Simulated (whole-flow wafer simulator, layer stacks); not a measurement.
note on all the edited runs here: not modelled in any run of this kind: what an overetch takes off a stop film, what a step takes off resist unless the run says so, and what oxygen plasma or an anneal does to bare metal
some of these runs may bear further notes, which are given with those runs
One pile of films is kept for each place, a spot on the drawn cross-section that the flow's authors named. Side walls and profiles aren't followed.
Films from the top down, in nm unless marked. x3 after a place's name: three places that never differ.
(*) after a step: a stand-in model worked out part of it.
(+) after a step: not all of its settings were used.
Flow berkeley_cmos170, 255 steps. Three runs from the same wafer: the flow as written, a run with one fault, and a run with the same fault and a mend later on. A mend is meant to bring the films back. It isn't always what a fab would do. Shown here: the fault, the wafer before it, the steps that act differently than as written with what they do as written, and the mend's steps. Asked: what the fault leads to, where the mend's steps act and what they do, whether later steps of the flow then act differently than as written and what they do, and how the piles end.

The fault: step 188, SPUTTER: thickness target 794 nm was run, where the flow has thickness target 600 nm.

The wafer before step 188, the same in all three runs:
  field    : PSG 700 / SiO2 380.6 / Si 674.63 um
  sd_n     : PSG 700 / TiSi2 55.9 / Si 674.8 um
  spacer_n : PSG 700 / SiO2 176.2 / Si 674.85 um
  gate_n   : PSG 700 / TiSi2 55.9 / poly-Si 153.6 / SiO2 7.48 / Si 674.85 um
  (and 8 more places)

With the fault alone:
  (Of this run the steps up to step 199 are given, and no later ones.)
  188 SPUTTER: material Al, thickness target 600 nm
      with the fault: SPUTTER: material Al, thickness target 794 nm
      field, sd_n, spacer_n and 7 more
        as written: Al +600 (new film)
        with the fault: Al +794 (new film)
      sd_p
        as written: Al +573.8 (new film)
        with the fault: Al +765.6 (new film)
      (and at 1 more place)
  Later steps of the flow that act differently than as written (1 more step differs only slightly, by at most 2% or 0.5 nm, whichever is larger, and isn't shown):
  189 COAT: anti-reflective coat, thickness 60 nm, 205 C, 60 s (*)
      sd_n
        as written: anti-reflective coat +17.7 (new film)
        with the fault: anti-reflective coat +23.7 (new film)
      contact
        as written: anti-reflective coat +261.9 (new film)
        with the fault: anti-reflective coat +288.7 (new film)
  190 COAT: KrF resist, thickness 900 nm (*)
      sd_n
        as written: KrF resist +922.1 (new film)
        with the fault: KrF resist +898.4 (new film)
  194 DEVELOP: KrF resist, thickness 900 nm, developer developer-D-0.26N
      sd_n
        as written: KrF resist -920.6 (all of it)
        with the fault: KrF resist -897 (all of it)
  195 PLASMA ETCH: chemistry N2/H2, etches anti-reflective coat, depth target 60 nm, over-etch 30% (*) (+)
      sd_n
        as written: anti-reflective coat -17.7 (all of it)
        with the fault: anti-reflective coat -23.7 (all of it)
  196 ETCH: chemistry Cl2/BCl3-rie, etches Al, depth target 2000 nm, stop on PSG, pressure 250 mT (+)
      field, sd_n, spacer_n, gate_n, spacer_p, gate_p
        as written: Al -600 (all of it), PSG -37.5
        with the fault: Al -794 (all of it), PSG -37.5
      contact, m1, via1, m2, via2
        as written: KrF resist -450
        with the fault: KrF resist -547
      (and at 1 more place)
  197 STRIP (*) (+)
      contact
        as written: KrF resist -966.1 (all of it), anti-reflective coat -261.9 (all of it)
        with the fault: KrF resist -878.8 (all of it), anti-reflective coat -288.7 (all of it)
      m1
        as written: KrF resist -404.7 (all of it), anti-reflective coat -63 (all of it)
        with the fault: KrF resist -303.8 (all of it), anti-reflective coat -63.1 (all of it)
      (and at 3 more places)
  After step 199 the piles differ from the flow's by more than 2% or 0.5 nm, whichever is larger, at contact, m1, via1, m2, via2.
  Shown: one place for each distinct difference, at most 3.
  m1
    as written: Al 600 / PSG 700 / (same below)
    with the fault: Al 794 / PSG 700 / (same below)
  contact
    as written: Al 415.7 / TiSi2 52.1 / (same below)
    with the fault: Al 541.7 / TiSi2 52.1 / (same below)

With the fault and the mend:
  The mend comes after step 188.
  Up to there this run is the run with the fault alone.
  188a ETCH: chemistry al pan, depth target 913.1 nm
      field, sd_n, spacer_n and 7 more
        Al -794 (all of it)
      sd_p
        Al -765.6 (all of it)
      contact
        Al -541.7 (all of it)
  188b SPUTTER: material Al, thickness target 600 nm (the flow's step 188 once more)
      field, sd_n, spacer_n and 7 more
        Al +600 (new film)
      sd_p
        Al +573.8 (new film)
      contact
        Al +415.7 (new film)
  No later step of the flow acts differently than as written at any place that is followed.
  At the end the piles are the same as the flow's at every place that both follow.
